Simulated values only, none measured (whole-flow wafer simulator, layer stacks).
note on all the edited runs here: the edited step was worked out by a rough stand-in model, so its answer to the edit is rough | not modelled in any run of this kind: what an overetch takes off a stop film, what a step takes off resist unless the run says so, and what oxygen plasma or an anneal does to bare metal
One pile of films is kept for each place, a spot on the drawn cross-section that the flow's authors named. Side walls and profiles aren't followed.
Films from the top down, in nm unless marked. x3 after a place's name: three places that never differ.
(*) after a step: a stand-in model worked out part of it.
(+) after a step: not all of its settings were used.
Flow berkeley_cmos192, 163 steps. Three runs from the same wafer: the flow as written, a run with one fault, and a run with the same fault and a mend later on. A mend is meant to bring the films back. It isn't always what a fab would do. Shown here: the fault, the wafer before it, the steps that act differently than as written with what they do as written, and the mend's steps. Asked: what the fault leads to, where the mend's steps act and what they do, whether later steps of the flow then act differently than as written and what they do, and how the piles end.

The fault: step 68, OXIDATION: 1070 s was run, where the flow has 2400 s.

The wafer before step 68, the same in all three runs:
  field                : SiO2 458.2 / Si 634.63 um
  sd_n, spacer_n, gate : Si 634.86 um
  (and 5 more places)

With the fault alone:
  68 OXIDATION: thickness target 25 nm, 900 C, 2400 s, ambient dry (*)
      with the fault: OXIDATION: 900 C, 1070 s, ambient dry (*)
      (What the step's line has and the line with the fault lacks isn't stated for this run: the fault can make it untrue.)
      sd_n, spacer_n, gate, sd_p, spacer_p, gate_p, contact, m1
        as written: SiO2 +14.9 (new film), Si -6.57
        with the fault: SiO2 +9.01 (new film), Si -3.97
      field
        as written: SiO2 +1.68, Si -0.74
        with the fault: SiO2 +0.75, Si -0.33
  Later steps of the flow that act differently than as written (37 more steps differ only slightly, by at most 2% or 0.5 nm, whichever is larger, and aren't shown):
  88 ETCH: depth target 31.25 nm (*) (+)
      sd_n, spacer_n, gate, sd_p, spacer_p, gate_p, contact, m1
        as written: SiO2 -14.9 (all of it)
        with the fault: SiO2 -9.01 (all of it)
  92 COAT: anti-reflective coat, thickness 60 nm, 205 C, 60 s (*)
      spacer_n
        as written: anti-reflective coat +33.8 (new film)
        with the fault: anti-reflective coat +34.7 (new film)
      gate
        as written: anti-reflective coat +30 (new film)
        with the fault: anti-reflective coat +30.9 (new film)
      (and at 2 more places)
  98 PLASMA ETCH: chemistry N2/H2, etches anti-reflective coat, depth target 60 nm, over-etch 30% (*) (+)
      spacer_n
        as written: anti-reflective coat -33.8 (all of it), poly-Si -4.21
        with the fault: anti-reflective coat -34.7 (all of it), poly-Si -4.13
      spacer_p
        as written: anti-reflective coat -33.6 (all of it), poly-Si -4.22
        with the fault: anti-reflective coat -34.3 (all of it), poly-Si -4.14
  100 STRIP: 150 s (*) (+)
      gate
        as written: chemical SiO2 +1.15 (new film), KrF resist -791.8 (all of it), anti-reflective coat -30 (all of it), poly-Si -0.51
        with the fault: chemical SiO2 +1.15 (new film), KrF resist -789.5 (all of it), anti-reflective coat -30.9 (all of it), poly-Si -0.51
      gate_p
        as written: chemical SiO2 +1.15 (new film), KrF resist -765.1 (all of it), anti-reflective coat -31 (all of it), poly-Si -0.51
        with the fault: chemical SiO2 +1.15 (new film), KrF resist -763.4 (all of it), anti-reflective coat -31.7 (all of it), poly-Si -0.51
  At the end the piles differ from the flow's only slightly at the places that both follow, by at most 2% or 0.5 nm, whichever is larger.

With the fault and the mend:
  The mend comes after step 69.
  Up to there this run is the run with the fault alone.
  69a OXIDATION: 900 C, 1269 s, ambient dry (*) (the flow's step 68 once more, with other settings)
      sd_n, spacer_n, gate, sd_p, spacer_p, gate_p, contact, m1
        SiO2 +5.89, Si -2.59
      field
        SiO2 +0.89, Si -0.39
  No later step of the flow acts differently than as written, at any place that is followed, by more than 2% or 0.5 nm, whichever is larger.
  At the end the piles differ from the flow's only slightly at the places that both follow, by at most 2% or 0.5 nm, whichever is larger.
